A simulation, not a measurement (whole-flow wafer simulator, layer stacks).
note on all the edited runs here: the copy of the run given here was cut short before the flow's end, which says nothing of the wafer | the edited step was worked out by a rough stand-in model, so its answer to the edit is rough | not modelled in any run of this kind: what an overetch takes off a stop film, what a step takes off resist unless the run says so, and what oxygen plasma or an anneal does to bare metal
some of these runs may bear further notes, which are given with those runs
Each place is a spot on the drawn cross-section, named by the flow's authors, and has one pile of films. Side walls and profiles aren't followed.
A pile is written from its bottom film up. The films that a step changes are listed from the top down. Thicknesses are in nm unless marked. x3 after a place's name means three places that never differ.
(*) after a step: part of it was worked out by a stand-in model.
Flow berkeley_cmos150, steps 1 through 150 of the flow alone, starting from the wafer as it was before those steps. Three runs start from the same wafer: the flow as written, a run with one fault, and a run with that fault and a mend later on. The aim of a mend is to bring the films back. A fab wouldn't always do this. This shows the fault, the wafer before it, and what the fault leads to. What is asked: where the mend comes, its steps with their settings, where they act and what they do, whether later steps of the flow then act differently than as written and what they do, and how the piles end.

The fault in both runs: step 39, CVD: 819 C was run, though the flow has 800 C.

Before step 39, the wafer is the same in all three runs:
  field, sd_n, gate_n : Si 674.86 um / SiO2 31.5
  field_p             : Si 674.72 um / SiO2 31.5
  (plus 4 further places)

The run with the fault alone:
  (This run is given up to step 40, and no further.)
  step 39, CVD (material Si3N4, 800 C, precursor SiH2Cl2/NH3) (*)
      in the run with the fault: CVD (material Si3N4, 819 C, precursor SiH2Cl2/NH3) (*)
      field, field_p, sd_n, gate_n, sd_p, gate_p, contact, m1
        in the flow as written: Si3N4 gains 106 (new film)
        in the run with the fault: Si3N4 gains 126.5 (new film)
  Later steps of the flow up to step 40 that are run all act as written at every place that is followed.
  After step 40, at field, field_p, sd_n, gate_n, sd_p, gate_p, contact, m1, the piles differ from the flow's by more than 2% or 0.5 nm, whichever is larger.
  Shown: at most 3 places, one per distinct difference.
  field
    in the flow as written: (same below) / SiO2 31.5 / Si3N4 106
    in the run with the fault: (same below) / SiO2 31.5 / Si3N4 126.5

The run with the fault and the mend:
  The mend follows step 39.
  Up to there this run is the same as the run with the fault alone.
  step 39a, HM STRIP (material Si3N4, chemistry H3PO4, 130 C, 688 s) (*) (the flow's step 24, run once more with other settings)
      field, field_p, sd_n, gate_n, sd_p, gate_p, contact, m1
        Si3N4 loses 20.4
  Later steps of the flow that are run all act as written at every place that is followed, up to a difference of at most 2% or 0.5 nm, whichever is larger.
  At every place that both follow, the piles at the end match the flow's.
